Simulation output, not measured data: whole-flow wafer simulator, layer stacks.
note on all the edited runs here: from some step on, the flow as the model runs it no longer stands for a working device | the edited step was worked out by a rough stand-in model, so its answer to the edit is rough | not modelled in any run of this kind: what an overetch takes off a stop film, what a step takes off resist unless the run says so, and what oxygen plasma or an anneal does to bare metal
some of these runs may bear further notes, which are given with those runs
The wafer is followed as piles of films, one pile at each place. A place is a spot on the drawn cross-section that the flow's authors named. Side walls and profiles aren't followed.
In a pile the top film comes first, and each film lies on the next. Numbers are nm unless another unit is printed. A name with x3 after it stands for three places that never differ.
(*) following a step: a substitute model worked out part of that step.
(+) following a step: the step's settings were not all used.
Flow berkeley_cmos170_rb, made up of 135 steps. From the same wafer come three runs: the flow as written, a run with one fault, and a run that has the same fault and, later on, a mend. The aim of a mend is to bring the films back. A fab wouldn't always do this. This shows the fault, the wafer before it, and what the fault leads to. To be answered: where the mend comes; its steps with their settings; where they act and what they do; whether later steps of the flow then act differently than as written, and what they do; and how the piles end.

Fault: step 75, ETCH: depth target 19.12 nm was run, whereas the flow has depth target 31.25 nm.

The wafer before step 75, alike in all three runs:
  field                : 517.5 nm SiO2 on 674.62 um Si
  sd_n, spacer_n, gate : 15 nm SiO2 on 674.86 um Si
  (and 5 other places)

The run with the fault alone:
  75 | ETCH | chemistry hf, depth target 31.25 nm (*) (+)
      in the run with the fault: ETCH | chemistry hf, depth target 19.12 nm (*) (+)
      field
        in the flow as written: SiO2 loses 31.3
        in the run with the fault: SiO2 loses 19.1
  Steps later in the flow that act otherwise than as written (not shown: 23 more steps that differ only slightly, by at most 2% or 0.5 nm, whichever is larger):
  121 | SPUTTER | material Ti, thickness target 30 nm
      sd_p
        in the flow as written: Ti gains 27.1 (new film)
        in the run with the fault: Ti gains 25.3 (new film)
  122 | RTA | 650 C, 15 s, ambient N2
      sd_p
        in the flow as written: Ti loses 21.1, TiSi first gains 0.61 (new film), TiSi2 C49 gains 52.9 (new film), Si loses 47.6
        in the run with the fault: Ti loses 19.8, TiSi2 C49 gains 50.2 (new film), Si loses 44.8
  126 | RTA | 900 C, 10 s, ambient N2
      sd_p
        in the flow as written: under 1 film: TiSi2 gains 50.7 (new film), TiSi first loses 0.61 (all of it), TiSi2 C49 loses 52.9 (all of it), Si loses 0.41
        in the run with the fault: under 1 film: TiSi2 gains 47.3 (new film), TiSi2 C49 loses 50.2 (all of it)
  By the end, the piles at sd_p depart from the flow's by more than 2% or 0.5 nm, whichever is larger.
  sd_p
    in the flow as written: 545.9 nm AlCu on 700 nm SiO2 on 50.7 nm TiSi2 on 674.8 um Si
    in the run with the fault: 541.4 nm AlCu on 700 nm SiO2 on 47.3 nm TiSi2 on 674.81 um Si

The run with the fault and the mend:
  After step 75 comes the mend.
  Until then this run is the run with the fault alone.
  75a | ETCH | chemistry hf, depth target 12.12 nm (*) (+) (a further turn of the flow's step 75, with different settings)
      field
        SiO2 loses 12.1
  Later steps of the flow that are run all act as written at every place that is followed, up to a difference of at most 2% or 0.5 nm, whichever is larger.
  By the end, the piles equal the flow's at every place that both follow.
